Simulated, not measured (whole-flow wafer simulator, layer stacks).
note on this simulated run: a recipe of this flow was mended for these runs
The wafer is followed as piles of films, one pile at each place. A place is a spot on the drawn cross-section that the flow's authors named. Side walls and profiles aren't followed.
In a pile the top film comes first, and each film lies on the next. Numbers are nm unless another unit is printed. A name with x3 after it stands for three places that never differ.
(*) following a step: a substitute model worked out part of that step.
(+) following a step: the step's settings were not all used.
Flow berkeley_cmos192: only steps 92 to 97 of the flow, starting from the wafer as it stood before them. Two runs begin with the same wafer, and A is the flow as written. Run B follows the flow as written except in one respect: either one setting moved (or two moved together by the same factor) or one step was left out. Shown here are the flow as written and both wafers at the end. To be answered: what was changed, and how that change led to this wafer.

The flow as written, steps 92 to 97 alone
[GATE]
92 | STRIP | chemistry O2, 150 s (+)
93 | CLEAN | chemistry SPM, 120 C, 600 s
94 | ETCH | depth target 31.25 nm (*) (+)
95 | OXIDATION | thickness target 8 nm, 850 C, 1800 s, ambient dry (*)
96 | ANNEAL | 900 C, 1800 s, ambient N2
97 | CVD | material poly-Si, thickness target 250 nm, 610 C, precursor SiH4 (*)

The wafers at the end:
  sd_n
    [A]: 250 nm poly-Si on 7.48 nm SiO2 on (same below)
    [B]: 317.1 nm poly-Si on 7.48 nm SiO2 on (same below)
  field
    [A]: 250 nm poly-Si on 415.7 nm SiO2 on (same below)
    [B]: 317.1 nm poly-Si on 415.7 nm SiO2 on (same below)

The reason: step 97, CVD: 622 C was run, while the flow as written has 610 C.

How this came from the change, step by step:
  97 | CVD | material poly-Si, thickness target 250 nm, 610 C, precursor SiH4 (*)
      field, sd_n, spacer_n, gate, sd_p, spacer_p x2, contact, m1: A +250 poly-Si (new film) | B +317.1 poly-Si (new film)
